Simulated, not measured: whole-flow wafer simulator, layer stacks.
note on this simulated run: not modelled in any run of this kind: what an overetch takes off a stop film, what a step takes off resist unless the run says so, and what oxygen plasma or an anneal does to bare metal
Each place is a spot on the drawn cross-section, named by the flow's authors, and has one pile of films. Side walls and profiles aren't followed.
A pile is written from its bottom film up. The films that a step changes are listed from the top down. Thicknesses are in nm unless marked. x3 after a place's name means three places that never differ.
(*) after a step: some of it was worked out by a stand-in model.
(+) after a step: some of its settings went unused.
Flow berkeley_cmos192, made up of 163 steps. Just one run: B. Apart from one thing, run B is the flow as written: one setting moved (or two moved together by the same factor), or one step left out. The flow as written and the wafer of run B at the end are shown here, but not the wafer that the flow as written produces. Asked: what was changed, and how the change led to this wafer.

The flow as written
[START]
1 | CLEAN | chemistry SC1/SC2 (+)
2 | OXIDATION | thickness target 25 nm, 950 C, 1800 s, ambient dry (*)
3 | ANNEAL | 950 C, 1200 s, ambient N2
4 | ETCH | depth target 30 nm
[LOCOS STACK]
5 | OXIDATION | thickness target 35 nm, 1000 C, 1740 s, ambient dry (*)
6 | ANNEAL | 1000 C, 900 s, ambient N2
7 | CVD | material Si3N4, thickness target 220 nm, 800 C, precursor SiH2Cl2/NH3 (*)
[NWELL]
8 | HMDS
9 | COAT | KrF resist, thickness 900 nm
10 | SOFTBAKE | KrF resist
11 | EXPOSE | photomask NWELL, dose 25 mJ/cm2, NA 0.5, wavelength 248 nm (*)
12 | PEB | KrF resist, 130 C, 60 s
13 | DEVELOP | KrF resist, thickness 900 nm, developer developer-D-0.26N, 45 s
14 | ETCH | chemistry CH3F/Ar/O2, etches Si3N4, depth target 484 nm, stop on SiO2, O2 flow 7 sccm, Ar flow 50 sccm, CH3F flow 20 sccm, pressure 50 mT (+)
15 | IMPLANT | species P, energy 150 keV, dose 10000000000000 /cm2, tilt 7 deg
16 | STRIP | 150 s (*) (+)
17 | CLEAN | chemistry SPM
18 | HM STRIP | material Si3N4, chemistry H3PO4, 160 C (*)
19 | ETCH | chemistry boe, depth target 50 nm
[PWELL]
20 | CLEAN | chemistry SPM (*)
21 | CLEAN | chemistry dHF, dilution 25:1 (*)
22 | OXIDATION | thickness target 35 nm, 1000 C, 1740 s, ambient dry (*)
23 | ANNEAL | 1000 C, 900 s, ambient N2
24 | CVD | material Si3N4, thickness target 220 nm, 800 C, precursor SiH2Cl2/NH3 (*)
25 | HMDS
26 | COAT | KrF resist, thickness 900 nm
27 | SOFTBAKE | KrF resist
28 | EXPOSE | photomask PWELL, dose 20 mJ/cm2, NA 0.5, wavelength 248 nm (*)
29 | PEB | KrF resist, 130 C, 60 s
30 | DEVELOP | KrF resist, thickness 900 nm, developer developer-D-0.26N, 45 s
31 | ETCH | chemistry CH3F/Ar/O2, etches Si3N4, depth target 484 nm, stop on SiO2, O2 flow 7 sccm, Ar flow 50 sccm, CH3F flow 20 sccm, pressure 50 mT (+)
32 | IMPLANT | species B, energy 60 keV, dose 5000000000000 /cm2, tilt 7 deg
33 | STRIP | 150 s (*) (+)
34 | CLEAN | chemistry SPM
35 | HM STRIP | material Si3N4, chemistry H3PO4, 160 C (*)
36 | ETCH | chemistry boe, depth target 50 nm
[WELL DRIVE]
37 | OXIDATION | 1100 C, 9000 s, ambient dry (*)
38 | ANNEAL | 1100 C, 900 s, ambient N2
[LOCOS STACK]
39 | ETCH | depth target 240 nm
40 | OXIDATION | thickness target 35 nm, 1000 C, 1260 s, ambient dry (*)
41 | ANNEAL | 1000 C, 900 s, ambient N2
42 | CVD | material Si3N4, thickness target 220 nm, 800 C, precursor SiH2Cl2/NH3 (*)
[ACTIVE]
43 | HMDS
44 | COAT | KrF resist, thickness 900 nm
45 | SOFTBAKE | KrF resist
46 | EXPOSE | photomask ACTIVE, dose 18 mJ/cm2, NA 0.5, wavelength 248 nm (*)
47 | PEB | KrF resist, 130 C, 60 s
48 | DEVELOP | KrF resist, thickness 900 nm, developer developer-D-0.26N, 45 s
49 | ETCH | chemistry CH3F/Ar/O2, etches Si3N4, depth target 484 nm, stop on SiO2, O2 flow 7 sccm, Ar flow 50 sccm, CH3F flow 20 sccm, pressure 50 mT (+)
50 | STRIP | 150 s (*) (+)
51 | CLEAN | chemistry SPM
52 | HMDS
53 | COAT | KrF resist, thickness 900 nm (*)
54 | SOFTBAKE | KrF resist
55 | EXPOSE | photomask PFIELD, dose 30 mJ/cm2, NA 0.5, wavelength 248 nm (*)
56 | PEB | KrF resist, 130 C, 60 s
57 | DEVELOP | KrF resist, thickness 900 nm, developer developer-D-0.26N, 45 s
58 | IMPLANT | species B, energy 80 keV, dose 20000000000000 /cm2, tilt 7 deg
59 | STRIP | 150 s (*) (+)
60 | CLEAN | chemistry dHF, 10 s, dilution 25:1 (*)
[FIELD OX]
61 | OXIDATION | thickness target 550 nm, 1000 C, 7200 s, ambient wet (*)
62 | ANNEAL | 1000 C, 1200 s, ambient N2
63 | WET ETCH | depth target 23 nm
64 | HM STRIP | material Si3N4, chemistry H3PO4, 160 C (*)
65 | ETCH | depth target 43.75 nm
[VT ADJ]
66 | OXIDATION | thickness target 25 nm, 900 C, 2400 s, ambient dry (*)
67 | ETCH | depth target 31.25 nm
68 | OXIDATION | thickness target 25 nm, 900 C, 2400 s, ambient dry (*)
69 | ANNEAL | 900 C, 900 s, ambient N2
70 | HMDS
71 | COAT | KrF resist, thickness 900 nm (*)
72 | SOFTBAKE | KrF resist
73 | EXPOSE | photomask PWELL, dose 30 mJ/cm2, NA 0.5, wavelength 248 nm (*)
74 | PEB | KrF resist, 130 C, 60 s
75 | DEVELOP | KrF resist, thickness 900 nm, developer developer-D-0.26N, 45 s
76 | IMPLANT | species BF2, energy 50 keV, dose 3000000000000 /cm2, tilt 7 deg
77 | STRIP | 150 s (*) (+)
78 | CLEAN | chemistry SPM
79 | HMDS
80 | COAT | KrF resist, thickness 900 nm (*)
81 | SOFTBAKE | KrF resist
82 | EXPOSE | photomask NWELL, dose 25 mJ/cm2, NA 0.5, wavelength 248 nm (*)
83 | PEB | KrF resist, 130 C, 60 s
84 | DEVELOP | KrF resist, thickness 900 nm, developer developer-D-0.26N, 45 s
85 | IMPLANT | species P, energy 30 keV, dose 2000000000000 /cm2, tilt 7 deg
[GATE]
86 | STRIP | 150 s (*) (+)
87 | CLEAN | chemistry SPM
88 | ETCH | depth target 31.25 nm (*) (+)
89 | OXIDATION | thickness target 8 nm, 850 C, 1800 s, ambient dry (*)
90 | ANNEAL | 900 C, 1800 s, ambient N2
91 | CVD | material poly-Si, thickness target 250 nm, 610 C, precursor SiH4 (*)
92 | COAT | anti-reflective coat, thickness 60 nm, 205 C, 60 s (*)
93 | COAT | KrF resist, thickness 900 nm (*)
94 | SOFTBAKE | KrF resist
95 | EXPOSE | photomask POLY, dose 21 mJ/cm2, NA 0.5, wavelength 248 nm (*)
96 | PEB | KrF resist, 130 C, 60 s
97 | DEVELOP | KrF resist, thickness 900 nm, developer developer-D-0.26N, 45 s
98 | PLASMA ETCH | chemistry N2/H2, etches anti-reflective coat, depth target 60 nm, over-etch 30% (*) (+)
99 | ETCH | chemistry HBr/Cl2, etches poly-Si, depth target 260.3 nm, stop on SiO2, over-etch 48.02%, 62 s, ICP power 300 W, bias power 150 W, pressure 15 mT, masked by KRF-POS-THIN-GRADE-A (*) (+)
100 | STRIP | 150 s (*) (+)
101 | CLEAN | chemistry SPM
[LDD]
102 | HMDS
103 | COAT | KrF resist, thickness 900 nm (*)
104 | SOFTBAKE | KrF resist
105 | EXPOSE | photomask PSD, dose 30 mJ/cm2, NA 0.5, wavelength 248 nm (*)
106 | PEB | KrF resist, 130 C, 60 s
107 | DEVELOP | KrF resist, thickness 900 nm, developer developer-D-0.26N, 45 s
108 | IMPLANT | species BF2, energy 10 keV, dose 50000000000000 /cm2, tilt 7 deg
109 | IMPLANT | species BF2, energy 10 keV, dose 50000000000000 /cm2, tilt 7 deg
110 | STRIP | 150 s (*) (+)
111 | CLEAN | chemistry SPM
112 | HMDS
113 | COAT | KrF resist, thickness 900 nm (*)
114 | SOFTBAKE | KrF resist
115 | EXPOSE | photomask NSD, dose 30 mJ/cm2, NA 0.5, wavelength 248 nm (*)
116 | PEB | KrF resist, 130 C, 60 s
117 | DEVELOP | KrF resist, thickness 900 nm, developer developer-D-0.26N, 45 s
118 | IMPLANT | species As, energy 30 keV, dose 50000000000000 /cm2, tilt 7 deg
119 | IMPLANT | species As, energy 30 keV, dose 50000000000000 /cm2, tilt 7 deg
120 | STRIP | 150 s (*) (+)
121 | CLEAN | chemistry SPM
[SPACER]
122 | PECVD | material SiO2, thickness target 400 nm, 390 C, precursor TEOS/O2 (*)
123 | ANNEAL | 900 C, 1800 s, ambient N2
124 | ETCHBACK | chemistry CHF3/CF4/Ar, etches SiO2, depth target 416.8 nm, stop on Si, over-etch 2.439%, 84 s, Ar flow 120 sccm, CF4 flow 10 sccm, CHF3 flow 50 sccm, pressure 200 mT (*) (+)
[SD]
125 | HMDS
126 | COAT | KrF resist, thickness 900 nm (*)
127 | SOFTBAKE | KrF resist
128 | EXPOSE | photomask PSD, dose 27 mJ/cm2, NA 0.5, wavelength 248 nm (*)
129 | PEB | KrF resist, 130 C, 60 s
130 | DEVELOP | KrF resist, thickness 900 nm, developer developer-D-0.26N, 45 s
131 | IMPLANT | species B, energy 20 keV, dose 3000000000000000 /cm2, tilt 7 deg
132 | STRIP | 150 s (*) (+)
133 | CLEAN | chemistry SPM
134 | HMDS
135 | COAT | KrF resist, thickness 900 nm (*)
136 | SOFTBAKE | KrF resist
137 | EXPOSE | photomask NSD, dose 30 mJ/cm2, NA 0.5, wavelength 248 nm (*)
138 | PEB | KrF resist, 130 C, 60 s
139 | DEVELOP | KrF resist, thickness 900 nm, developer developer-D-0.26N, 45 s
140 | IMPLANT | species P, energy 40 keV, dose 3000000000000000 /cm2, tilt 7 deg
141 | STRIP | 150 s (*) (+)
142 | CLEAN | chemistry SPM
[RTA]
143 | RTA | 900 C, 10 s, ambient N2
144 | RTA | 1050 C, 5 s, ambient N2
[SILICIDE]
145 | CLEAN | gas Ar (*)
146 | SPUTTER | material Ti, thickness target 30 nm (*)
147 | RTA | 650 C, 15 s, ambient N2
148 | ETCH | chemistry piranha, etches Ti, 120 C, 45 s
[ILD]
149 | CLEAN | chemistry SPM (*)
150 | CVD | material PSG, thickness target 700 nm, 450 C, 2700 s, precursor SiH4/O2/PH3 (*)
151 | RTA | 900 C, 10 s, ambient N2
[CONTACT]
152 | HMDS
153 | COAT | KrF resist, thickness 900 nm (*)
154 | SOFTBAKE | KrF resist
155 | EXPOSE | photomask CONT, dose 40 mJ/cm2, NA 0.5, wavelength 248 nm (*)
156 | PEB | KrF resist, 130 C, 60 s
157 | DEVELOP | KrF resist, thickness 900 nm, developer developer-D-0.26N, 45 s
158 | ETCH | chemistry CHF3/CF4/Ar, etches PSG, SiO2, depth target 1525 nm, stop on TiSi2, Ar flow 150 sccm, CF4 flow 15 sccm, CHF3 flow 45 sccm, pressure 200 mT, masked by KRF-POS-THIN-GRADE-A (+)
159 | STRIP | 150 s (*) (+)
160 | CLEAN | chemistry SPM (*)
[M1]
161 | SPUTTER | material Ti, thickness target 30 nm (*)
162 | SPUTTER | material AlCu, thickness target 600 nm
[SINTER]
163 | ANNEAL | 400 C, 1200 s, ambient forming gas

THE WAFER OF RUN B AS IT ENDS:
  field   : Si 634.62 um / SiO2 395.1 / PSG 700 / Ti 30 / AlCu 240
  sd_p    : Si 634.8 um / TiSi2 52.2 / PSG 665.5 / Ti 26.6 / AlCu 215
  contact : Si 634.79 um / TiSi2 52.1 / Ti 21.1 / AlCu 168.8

The reason: step 162, SPUTTER: thickness target 240 nm was run, whereas the flow has thickness target 600 nm.
The wafer itself shows it: field has AlCu 240, and step 162 as written asks for 600 nm.

Step by step, how the change led to this:
  162 | SPUTTER | material AlCu, thickness target 600 nm
      field, sd_n, spacer_n, gate, spacer_p, gate_p, m1: +240 AlCu (new film) (it would be, as written: +600 AlCu (new film))
      sd_p: +215 AlCu (new film) (it would be, as written: +551.2 AlCu (new film))
      (and at 1 other place as well)
